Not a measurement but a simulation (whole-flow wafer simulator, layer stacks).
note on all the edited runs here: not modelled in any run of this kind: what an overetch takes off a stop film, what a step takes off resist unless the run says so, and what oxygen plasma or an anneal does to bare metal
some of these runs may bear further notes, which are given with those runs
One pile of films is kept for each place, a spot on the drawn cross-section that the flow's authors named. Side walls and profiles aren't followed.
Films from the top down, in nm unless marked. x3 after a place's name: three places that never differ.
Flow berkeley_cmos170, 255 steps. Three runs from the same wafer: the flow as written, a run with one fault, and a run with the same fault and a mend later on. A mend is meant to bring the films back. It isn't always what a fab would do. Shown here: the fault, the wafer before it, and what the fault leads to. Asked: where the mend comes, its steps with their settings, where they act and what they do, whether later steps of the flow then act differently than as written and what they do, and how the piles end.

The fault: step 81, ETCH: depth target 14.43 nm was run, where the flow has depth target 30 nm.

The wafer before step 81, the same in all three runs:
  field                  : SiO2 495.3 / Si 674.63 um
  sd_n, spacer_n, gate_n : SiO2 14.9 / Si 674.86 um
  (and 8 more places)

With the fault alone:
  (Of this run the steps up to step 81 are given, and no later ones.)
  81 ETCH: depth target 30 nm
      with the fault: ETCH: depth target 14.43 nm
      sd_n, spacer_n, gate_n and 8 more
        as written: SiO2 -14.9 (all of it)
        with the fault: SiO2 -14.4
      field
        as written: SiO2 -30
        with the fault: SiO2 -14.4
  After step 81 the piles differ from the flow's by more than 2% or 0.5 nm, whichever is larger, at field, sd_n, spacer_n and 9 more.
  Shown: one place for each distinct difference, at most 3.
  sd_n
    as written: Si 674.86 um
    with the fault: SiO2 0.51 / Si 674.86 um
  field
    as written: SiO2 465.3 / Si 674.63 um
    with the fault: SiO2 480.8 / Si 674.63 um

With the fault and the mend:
  The mend comes after step 81.
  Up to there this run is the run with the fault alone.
  81a ETCH: depth target 15.57 nm (the flow's step 81 once more, with other settings)
      sd_n, spacer_n, gate_n and 8 more
        SiO2 -0.51 (all of it)
      field
        SiO2 -15.6
  No later step of the flow acts differently than as written at any place that is followed.
  At the end the piles are the same as the flow's at every place that both follow.
